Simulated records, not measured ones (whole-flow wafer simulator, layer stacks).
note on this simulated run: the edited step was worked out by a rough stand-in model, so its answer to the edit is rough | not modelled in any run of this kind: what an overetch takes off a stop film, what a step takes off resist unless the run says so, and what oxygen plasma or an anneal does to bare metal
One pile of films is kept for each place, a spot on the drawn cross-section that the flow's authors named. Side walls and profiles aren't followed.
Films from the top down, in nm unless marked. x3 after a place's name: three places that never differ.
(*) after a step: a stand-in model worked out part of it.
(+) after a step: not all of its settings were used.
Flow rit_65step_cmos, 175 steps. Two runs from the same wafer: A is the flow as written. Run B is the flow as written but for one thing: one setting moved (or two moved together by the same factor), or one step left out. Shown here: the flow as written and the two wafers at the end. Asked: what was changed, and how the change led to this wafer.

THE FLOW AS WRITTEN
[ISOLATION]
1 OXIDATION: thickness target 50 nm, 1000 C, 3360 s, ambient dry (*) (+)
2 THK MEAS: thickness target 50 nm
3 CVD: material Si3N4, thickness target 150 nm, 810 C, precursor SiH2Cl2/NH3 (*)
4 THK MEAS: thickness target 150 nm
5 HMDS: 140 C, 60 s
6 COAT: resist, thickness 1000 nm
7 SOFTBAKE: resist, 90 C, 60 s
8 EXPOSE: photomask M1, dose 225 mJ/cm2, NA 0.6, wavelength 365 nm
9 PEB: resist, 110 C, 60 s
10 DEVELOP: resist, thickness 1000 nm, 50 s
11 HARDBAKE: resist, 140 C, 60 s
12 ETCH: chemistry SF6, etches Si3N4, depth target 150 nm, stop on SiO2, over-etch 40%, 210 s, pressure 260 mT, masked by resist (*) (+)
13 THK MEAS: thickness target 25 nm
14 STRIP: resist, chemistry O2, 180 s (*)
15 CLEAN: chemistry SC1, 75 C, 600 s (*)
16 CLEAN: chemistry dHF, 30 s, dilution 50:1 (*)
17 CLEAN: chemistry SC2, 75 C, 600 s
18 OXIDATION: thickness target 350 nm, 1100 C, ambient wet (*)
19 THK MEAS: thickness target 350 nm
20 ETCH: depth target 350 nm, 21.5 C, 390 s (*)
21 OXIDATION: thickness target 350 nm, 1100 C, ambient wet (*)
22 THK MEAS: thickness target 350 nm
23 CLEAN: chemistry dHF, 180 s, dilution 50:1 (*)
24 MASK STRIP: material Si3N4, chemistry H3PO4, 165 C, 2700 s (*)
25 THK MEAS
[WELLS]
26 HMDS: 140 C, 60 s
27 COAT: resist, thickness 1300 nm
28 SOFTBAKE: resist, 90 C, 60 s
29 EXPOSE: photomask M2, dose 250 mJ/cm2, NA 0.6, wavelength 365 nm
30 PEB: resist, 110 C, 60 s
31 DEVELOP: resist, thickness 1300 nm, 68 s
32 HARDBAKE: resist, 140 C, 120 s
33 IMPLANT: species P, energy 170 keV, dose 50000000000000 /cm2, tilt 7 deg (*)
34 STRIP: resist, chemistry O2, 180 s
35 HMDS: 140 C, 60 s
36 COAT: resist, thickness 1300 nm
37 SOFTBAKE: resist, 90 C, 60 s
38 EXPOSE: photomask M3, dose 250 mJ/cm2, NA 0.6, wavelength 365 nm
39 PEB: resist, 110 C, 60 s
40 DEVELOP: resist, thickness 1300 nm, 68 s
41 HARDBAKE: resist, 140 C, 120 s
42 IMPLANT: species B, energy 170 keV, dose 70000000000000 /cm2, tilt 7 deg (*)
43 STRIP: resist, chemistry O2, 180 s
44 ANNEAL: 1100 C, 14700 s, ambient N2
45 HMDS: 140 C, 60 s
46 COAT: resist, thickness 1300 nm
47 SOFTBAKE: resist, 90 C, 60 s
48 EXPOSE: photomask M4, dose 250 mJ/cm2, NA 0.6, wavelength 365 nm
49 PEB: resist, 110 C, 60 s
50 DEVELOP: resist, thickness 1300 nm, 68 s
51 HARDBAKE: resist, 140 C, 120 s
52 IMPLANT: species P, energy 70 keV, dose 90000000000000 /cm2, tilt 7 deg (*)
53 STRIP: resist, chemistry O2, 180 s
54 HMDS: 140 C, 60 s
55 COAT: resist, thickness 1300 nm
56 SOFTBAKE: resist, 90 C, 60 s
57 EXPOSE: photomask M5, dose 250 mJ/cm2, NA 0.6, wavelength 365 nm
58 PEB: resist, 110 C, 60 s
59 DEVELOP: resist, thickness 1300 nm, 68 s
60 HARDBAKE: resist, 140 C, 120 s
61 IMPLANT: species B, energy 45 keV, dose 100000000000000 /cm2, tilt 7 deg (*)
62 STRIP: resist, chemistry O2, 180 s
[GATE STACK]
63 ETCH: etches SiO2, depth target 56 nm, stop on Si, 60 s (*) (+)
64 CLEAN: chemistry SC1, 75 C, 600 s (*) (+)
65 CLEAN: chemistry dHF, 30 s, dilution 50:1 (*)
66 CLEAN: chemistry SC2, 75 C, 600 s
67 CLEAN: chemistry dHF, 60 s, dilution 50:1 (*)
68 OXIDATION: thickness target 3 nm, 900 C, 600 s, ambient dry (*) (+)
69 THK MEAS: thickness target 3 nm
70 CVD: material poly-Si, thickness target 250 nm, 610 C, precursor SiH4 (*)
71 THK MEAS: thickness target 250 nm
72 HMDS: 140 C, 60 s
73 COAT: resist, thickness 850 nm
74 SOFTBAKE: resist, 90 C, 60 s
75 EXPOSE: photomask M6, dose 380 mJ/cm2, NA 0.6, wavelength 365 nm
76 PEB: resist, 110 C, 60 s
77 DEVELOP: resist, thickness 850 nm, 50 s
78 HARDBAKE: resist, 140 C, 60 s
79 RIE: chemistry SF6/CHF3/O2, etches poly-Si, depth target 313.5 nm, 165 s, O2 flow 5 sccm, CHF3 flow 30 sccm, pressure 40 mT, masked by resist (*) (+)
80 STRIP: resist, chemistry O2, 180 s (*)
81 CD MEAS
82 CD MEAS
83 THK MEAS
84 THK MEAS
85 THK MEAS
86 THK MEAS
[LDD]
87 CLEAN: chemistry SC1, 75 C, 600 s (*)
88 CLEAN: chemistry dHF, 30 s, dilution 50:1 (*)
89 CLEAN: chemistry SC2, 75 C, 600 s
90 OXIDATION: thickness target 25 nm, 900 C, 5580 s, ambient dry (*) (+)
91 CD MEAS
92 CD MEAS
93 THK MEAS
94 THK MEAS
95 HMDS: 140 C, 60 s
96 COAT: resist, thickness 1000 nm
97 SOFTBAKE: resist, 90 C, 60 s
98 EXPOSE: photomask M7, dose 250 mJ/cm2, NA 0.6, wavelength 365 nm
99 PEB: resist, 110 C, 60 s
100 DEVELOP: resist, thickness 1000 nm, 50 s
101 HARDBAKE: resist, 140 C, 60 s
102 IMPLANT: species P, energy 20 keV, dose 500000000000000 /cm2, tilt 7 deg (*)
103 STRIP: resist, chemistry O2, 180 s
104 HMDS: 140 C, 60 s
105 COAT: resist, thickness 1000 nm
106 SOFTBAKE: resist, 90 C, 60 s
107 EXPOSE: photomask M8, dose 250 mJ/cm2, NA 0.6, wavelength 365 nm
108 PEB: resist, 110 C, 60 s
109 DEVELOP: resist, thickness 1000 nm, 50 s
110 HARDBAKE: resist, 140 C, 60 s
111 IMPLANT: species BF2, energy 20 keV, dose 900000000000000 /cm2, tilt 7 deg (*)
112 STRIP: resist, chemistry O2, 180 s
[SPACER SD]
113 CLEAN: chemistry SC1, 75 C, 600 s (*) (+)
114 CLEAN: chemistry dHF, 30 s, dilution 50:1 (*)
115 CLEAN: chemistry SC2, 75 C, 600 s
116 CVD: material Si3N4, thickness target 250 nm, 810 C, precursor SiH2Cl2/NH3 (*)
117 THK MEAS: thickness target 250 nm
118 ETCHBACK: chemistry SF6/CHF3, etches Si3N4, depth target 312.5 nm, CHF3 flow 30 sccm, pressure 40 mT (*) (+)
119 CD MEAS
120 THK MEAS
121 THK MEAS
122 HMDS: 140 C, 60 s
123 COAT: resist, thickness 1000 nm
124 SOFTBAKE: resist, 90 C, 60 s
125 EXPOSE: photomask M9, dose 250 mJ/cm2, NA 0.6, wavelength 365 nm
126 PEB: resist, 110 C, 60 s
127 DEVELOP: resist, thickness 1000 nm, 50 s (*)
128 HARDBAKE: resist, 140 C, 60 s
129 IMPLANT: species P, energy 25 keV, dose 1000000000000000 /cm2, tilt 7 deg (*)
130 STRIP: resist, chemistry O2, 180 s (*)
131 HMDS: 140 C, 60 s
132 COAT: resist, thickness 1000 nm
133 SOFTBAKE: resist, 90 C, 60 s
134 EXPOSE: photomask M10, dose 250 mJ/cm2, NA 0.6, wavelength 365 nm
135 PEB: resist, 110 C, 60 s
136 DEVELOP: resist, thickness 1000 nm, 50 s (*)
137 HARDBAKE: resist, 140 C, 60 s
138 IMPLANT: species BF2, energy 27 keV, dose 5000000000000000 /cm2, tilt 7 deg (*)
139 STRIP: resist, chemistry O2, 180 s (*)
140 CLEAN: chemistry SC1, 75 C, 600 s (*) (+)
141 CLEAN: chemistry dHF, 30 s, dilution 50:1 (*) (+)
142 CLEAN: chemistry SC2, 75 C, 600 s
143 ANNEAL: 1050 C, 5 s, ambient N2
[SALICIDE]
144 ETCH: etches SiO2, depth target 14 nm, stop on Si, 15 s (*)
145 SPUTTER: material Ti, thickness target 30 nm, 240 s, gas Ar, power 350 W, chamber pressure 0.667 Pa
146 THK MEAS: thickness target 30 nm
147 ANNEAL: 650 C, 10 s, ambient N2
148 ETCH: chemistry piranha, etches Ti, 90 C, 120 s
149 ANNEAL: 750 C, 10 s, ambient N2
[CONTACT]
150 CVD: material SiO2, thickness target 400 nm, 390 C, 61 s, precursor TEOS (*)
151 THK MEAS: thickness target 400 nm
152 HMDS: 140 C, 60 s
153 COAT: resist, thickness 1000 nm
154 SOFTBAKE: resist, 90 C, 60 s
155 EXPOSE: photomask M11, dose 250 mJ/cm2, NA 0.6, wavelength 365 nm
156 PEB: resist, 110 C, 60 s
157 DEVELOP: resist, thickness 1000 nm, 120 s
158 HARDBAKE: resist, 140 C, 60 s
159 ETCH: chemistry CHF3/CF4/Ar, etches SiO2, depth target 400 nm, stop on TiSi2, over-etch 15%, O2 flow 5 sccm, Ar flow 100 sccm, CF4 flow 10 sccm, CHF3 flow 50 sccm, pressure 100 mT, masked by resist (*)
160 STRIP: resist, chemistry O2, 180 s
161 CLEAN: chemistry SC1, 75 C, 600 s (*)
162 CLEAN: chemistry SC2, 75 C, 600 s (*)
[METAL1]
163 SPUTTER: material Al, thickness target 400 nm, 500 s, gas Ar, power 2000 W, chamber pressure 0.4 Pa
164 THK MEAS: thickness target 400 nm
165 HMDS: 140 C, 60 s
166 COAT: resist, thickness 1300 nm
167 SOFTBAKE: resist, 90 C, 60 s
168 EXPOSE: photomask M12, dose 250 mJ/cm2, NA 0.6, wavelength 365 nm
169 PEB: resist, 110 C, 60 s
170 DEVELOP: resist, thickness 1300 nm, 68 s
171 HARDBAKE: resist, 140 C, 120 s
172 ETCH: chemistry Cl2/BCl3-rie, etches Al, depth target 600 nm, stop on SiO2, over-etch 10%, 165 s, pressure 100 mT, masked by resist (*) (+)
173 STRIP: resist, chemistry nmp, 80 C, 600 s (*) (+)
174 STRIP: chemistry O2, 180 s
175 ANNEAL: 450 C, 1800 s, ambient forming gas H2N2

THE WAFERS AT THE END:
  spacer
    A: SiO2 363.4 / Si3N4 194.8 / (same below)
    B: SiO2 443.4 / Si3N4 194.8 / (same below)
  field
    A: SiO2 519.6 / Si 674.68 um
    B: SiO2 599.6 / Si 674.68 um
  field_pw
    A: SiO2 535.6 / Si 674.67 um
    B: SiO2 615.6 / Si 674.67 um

The cause: step 150, CVD: thickness target 480 nm was run, where the flow has thickness target 400 nm.

How the change led to this, step by step:
  150 CVD: material SiO2, thickness target 400 nm, 390 C, 61 s, precursor TEOS (*)
      field, field_pw, field_nw, field_p: A SiO2 +400 | B SiO2 +480
      spacer, spacer_p: A SiO2 +400 (new film) | B SiO2 +480 (new film)
      (and at 2 more places)
